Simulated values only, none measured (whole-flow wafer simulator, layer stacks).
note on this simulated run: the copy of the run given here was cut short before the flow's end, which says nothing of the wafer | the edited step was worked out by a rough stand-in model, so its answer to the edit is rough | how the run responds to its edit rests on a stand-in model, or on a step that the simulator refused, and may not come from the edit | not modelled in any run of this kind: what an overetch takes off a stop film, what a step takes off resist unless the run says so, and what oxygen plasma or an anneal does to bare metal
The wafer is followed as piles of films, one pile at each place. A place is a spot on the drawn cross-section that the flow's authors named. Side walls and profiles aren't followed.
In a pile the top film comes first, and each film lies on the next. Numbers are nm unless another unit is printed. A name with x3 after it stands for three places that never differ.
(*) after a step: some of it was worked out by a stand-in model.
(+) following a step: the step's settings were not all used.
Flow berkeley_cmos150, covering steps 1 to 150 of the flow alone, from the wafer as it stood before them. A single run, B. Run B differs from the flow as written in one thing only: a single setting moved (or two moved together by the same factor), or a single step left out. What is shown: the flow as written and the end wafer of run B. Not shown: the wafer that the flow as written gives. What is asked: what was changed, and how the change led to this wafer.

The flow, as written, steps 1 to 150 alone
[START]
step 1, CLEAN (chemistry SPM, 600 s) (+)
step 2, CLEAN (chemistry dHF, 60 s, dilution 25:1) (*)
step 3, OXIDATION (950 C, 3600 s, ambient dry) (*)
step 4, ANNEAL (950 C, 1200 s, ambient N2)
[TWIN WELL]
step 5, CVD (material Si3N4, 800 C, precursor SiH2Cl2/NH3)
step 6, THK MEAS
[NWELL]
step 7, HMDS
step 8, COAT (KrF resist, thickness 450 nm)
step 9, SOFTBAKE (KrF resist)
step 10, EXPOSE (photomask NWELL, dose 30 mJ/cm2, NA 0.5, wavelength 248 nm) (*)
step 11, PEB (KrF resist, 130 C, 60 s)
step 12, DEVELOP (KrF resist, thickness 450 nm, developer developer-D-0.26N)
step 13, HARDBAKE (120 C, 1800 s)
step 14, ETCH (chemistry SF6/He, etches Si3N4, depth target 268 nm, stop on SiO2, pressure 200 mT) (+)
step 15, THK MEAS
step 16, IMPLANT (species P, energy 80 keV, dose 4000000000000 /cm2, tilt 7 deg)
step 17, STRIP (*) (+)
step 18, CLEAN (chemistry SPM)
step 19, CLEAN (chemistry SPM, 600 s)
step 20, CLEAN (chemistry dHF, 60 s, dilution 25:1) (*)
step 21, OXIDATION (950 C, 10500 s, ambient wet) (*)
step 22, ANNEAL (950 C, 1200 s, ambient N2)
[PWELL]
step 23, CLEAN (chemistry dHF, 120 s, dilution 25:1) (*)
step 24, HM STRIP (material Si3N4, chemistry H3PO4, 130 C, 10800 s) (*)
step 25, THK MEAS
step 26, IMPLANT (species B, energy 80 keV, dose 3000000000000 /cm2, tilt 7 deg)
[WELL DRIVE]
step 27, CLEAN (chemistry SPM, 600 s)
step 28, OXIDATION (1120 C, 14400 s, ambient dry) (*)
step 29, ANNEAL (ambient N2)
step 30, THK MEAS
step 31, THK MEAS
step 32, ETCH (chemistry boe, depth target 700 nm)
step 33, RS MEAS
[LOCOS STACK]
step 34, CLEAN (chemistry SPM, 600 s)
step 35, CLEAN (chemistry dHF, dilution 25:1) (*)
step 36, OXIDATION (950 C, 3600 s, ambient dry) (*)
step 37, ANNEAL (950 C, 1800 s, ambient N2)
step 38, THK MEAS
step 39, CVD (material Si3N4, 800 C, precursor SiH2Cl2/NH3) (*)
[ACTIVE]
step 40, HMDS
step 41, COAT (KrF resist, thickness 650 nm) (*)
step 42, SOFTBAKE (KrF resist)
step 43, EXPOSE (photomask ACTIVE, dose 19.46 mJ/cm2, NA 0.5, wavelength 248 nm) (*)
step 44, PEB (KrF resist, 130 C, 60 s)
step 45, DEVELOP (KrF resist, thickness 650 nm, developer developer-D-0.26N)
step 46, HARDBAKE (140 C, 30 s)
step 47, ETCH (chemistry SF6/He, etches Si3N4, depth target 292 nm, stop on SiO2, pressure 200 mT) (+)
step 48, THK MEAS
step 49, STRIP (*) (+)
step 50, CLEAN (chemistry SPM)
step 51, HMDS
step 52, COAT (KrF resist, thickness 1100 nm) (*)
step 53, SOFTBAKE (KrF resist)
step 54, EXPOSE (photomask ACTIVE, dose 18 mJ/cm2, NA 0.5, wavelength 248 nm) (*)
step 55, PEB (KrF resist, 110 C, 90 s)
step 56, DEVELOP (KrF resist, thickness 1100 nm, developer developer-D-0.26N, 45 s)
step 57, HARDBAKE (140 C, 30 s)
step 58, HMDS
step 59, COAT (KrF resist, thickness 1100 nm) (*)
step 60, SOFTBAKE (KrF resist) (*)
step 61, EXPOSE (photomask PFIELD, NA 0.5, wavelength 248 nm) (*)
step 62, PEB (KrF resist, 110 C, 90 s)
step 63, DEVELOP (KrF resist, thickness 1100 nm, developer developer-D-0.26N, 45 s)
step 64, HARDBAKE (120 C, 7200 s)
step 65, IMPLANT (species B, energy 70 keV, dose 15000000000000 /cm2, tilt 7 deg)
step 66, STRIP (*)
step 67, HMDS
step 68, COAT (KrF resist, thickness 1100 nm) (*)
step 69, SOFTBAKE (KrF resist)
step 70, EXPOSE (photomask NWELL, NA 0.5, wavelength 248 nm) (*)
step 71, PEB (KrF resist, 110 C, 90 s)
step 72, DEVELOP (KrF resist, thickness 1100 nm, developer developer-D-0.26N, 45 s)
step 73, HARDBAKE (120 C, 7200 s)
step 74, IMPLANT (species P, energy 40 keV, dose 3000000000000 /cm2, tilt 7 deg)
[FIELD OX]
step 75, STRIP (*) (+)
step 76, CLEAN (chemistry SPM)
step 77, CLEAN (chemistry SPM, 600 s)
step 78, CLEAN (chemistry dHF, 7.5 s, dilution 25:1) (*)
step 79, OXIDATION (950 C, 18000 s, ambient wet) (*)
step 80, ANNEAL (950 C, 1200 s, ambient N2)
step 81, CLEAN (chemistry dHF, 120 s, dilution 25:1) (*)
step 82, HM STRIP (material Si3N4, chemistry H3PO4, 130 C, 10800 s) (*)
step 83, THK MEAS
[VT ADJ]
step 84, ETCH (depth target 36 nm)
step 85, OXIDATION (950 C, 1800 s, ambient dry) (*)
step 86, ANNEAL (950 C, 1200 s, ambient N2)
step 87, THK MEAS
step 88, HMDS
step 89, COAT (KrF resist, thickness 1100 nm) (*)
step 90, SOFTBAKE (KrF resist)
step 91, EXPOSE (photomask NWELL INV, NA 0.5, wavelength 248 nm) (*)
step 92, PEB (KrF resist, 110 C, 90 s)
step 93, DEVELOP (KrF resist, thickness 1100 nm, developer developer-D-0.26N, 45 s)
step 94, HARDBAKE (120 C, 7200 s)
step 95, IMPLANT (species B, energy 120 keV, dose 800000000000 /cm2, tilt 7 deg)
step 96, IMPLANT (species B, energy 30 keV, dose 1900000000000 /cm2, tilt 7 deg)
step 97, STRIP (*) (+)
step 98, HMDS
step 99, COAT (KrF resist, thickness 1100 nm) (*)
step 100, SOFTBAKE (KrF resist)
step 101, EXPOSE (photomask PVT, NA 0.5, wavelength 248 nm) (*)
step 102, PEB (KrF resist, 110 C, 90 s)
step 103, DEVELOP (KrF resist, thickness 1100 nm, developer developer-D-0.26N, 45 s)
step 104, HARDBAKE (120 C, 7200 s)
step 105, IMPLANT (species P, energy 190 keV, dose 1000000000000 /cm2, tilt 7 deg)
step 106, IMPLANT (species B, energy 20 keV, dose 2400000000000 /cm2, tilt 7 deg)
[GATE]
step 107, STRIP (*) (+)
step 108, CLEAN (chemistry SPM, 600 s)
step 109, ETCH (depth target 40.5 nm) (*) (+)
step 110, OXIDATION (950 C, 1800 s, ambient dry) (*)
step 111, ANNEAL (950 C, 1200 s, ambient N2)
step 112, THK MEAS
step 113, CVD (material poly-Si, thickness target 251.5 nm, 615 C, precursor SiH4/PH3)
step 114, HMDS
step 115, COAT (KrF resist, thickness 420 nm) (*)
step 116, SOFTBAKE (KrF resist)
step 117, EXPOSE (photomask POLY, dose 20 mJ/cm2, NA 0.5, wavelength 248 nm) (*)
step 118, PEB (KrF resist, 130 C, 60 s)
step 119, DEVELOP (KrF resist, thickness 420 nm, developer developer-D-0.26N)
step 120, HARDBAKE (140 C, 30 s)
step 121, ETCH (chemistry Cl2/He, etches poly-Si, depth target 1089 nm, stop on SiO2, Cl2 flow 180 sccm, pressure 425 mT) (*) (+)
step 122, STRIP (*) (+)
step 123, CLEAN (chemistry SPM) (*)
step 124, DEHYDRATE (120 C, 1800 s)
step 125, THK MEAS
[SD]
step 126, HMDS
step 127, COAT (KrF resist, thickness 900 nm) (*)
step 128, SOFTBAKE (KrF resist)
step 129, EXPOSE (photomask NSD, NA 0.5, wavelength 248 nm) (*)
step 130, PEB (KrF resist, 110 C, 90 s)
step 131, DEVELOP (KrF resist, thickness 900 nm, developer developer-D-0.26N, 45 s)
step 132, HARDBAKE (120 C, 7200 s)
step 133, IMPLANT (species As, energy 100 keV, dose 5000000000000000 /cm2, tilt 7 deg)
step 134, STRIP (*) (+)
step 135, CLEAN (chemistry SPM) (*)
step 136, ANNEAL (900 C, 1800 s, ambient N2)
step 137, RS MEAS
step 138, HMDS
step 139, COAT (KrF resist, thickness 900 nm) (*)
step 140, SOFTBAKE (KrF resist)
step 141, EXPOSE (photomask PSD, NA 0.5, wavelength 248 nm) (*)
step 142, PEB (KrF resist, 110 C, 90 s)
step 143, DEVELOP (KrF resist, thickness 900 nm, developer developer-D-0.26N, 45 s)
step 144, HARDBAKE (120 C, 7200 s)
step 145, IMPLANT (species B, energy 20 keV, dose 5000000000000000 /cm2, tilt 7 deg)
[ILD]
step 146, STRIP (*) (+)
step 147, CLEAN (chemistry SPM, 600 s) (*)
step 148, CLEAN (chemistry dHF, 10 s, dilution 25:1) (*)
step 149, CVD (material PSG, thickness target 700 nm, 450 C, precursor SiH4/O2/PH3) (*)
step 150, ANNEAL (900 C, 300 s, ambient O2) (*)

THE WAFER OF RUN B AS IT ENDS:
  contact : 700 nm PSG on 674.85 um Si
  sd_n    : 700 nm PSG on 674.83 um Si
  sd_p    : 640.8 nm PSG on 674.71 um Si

The reason: step 110, OXIDATION: 808 C was run, whereas the flow has 950 C.

The path from the change to this, step by step:
  step 110, OXIDATION (950 C, 1800 s, ambient dry) (*)
      sd_n, gate_n, sd_p, gate_p, contact, m1: +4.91 SiO2 (new film), -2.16 Si (as written it would have been: +20.4 SiO2 (new film), -8.98 Si)
      field, field_p: +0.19 SiO2, -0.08 Si (as written it would have been: +2.49 SiO2, -1.09 Si)
  step 148, CLEAN (chemistry dHF, 10 s, dilution 25:1) (*)
      sd_n, contact: -1.72 SiO2 (all of it) (as written it would have been: -1.92 SiO2)
      sd_p: -1.72 SiO2 (all of it) (as written it would have been: -7.51 SiO2)
      (and at 1 other place as well)
